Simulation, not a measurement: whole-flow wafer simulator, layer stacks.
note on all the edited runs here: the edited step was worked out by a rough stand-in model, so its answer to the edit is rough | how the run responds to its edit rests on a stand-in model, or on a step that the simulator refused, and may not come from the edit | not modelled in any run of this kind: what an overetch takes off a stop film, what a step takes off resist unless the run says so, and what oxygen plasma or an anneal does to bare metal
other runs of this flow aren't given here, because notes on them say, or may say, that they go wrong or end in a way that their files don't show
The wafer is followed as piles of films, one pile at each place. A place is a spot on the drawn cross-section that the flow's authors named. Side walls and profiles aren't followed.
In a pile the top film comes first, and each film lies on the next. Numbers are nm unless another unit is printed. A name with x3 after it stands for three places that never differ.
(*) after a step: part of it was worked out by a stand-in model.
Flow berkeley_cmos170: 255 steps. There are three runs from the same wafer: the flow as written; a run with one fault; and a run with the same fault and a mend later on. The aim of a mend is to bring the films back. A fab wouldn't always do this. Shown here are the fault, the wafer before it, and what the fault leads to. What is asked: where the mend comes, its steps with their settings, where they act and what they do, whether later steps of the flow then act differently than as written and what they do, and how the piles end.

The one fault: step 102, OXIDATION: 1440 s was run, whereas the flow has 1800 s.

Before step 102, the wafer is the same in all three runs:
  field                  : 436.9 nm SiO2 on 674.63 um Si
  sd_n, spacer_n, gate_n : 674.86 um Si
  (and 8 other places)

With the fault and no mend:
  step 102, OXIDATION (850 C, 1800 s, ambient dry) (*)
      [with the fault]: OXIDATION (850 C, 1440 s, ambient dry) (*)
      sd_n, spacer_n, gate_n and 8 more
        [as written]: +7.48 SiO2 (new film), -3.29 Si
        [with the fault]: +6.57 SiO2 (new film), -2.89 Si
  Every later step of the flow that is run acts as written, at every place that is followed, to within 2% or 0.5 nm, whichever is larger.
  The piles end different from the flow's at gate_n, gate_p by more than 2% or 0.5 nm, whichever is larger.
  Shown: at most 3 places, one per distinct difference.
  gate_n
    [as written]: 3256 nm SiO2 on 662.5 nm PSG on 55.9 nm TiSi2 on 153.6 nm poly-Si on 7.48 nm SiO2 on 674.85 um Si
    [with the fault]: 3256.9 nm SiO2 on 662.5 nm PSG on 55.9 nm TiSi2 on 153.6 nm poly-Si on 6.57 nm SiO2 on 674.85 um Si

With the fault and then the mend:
  After step 102 comes the mend.
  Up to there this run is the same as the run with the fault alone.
  step 102a, OXIDATION (850 C, 360 s, ambient dry) (*) (a further turn of the flow's step 102, with different settings)
      sd_n, spacer_n, gate_n and 8 more
        +0.91 SiO2, -0.4 Si
      field
        +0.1 SiO2
  Every later step of the flow that is run acts as written at every place that is followed.
  At every place that both follow, the piles at the end match the flow's.
